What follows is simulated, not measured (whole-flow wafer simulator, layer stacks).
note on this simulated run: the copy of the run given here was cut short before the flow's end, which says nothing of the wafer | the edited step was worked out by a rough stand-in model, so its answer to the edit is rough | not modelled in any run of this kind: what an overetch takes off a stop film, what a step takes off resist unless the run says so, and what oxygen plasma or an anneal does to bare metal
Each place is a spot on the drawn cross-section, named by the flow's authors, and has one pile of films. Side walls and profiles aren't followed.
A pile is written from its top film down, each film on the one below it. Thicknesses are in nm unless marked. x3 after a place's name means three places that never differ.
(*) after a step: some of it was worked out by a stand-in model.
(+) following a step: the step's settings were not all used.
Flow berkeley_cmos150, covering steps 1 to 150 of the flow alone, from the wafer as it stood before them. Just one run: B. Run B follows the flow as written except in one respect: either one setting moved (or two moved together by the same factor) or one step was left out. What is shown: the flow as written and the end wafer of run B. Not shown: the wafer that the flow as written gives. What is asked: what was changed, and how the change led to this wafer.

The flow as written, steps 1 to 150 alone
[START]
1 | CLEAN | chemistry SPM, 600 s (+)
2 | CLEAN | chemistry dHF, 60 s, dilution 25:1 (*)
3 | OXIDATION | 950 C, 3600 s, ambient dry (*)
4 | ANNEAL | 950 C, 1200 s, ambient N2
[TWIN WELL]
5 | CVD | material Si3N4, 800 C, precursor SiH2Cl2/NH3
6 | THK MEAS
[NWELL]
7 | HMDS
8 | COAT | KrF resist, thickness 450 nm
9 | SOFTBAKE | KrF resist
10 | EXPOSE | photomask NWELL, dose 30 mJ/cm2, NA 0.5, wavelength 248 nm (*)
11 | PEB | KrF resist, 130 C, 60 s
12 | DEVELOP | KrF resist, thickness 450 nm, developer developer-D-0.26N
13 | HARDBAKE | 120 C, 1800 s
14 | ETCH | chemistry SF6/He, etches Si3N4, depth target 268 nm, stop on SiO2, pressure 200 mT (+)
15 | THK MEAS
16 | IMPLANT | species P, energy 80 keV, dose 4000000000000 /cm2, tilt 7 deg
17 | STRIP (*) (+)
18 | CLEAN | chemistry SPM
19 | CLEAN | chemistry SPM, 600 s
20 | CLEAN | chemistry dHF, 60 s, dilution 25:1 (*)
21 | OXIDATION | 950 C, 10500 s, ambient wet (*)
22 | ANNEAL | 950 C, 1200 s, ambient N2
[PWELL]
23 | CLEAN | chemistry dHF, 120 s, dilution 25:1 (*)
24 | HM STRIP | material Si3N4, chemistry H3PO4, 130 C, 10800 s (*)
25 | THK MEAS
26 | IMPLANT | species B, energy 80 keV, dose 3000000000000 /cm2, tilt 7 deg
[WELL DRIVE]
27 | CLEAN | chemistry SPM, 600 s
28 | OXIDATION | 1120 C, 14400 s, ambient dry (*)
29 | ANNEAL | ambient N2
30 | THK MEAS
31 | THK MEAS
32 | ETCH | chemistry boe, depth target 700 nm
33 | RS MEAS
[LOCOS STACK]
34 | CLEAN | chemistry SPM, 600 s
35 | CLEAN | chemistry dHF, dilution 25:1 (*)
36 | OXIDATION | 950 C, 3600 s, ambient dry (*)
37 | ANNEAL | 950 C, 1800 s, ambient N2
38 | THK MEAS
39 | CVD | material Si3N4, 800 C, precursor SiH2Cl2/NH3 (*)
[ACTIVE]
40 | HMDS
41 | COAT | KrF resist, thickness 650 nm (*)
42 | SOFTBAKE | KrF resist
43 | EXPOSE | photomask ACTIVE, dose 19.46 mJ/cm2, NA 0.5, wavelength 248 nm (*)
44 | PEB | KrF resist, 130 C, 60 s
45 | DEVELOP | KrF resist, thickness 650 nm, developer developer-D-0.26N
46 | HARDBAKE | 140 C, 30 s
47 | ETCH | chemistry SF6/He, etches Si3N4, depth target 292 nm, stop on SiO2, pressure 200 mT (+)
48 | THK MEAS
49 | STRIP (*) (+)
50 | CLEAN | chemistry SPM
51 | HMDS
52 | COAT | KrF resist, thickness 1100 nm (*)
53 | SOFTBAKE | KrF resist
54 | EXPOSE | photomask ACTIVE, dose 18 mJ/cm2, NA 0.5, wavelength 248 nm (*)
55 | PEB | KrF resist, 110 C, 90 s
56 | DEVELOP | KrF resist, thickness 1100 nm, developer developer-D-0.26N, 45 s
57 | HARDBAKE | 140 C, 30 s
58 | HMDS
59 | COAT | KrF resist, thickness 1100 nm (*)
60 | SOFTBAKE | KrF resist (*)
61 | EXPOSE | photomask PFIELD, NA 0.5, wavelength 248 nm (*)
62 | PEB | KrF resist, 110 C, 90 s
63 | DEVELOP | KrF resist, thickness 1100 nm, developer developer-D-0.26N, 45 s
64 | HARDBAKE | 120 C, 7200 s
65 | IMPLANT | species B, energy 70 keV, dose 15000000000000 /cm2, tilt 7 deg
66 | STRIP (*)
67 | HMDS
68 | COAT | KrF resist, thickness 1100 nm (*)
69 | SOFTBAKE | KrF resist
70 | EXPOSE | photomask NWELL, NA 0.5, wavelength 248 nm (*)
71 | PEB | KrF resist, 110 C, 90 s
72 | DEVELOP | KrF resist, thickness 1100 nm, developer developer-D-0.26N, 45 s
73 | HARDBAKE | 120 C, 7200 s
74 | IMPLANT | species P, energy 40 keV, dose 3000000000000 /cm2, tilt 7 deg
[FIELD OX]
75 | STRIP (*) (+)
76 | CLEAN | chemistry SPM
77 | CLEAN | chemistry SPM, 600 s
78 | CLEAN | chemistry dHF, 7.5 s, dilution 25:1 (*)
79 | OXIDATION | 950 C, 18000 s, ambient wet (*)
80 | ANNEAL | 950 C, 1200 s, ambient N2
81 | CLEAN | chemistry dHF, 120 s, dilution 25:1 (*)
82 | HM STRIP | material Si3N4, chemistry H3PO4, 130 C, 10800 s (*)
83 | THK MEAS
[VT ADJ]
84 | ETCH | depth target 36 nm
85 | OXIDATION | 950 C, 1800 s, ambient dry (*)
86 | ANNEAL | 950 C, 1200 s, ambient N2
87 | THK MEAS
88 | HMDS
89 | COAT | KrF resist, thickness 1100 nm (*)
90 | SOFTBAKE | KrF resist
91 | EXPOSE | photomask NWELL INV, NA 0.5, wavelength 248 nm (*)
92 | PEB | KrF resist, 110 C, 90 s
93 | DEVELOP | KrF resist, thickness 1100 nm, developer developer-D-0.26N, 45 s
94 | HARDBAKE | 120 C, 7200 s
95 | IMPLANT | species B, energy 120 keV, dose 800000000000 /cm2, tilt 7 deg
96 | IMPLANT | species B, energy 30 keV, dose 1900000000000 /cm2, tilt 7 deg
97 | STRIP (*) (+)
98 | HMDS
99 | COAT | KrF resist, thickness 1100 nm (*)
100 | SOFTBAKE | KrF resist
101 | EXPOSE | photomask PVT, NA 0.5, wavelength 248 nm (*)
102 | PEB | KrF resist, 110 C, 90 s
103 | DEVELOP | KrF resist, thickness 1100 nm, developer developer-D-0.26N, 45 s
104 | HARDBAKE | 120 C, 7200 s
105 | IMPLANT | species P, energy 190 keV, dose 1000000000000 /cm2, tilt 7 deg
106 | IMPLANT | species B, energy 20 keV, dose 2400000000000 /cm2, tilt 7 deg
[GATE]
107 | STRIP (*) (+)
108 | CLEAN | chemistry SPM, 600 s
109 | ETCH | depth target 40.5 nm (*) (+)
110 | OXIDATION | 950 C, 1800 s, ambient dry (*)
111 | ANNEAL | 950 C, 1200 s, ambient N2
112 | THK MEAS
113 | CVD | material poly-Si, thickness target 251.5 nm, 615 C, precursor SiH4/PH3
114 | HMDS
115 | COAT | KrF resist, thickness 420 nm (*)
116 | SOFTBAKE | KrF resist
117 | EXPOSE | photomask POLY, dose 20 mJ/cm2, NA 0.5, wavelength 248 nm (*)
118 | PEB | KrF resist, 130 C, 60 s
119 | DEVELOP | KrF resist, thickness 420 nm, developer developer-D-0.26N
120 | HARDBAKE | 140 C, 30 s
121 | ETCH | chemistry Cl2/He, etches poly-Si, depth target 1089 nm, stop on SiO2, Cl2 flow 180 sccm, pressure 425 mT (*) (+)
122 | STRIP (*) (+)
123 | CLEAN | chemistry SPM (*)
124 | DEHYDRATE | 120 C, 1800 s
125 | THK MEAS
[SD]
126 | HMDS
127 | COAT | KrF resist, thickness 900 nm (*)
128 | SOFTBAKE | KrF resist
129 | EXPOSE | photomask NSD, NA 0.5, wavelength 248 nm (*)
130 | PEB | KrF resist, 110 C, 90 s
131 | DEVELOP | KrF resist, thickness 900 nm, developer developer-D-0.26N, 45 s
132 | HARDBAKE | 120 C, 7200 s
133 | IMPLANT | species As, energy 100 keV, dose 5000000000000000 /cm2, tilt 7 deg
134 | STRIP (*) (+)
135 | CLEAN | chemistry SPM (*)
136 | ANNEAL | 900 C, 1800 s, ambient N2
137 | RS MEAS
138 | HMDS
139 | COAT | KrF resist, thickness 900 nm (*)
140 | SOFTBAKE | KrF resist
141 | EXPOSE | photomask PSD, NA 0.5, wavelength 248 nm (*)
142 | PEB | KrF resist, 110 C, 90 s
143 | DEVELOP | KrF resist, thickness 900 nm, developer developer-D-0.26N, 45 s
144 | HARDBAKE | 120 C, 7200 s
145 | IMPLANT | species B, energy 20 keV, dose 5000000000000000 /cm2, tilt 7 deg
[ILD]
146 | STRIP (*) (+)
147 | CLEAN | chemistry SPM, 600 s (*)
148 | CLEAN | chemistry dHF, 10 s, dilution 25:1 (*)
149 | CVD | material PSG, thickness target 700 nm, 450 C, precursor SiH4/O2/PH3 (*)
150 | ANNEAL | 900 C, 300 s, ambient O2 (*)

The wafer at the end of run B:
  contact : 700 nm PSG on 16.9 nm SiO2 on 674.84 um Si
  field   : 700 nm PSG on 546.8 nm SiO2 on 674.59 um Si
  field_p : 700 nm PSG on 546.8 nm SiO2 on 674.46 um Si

What caused this: step 109, ETCH: depth target 16.2 nm was run, while the flow as written has depth target 40.5 nm.

Step by step, how the change led to this:
  109 | ETCH | depth target 40.5 nm (*) (+)
      gate_n, sd_p, gate_p, contact, m1: -16.2 SiO2 (it would be, as written: -20.4 SiO2 (all of it))
      sd_n: -16.2 SiO2 (it would be, as written: -40.4 SiO2 (all of it))
      (as well as at 2 more places)
  110 | OXIDATION | 950 C, 1800 s, ambient dry (*)
      gate_n, sd_p, gate_p, contact, m1: +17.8 SiO2, -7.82 Si (it would be, as written: +20.4 SiO2 (new film), -8.98 Si)
      sd_n: +12 SiO2, -5.28 Si (it would be, as written: +20.4 SiO2 (new film), -8.98 Si)
  115 | COAT | KrF resist, thickness 420 nm (*)
      gate_n: +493 KrF resist (new film) (it would be, as written: +482.5 KrF resist (new film))
  120 | HARDBAKE | 140 C, 30 s
      gate_n: -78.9 KrF resist (it would be, as written: -77.1 KrF resist)
  122 | STRIP (*) (+)
      gate_n: +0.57 chemical SiO2 (new film), -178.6 KrF resist (all of it), -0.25 poly-Si (it would be, as written: +0.57 chemical SiO2 (new film), -169.8 KrF resist (all of it), -0.25 poly-Si)
      gate_p: +0.57 chemical SiO2 (new film), -210.9 KrF resist (all of it), -0.25 poly-Si (it would be, as written: +0.57 chemical SiO2 (new film), -206.4 KrF resist (all of it), -0.25 poly-Si)
